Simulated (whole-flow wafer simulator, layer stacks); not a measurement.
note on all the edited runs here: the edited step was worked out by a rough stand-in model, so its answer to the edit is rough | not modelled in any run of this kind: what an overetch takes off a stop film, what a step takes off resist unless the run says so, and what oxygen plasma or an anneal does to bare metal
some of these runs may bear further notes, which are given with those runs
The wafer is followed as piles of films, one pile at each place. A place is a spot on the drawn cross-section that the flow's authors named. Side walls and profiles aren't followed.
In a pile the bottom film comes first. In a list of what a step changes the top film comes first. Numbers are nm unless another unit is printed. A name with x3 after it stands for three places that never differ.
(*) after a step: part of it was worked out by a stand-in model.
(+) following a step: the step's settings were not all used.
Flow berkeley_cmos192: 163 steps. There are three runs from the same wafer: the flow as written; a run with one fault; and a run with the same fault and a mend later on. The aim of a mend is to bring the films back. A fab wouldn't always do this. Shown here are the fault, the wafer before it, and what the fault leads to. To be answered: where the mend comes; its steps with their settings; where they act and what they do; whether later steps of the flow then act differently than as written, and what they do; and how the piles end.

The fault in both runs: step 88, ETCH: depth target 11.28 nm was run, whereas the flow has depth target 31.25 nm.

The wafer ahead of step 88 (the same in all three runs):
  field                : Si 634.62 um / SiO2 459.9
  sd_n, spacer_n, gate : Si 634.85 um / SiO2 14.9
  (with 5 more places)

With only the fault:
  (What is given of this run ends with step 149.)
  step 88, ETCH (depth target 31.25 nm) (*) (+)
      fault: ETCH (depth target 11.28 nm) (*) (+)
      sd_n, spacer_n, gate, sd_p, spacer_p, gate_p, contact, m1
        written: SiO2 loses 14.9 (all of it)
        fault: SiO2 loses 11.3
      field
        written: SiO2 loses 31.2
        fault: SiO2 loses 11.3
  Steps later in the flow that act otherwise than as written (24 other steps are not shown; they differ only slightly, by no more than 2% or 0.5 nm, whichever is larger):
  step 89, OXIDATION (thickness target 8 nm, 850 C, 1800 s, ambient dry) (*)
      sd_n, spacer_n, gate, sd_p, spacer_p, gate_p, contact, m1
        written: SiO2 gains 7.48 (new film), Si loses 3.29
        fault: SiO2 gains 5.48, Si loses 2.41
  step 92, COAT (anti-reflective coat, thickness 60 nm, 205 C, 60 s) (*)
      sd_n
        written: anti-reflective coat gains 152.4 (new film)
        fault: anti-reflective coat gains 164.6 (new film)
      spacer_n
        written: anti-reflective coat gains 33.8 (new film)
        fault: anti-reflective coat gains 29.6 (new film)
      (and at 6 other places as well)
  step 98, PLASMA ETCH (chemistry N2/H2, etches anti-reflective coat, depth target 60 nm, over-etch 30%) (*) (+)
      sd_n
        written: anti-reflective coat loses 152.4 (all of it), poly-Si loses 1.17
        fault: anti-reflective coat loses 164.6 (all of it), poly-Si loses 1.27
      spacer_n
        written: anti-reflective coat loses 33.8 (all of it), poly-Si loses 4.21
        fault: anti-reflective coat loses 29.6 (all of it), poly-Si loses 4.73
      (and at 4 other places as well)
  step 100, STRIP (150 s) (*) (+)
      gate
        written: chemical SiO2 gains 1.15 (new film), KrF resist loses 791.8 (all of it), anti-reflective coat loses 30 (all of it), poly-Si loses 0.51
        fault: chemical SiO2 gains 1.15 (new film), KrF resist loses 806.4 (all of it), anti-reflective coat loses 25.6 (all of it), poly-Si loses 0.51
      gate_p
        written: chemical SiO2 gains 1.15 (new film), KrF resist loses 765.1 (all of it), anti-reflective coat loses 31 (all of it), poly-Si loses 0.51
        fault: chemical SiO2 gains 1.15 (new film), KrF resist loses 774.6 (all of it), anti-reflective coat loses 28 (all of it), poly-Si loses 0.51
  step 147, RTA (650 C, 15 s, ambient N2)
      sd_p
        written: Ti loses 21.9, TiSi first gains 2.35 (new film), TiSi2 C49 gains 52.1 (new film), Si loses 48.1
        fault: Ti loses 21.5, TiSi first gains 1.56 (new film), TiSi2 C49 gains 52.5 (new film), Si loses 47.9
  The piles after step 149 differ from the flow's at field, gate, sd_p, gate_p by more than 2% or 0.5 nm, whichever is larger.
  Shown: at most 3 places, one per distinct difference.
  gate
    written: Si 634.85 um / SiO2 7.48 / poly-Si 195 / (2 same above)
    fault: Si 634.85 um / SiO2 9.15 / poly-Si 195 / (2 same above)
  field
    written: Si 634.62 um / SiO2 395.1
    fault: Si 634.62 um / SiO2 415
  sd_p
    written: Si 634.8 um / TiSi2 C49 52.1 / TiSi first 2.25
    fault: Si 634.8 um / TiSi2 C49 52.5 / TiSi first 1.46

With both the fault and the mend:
  After step 88 comes the mend.
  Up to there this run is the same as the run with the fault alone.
  step 88a, ETCH (depth target 19.97 nm) (*) (+) (the flow's step 88 again, with other settings)
      sd_n, spacer_n, gate, sd_p, spacer_p, gate_p, contact, m1
        SiO2 loses 3.66 (all of it)
      field
        SiO2 loses 20
  None of the later steps of the flow differs from how it acts as written, at any place that is followed, by more than 2% or 0.5 nm, whichever is larger.
  By the end, the piles equal the flow's at every place that both follow.
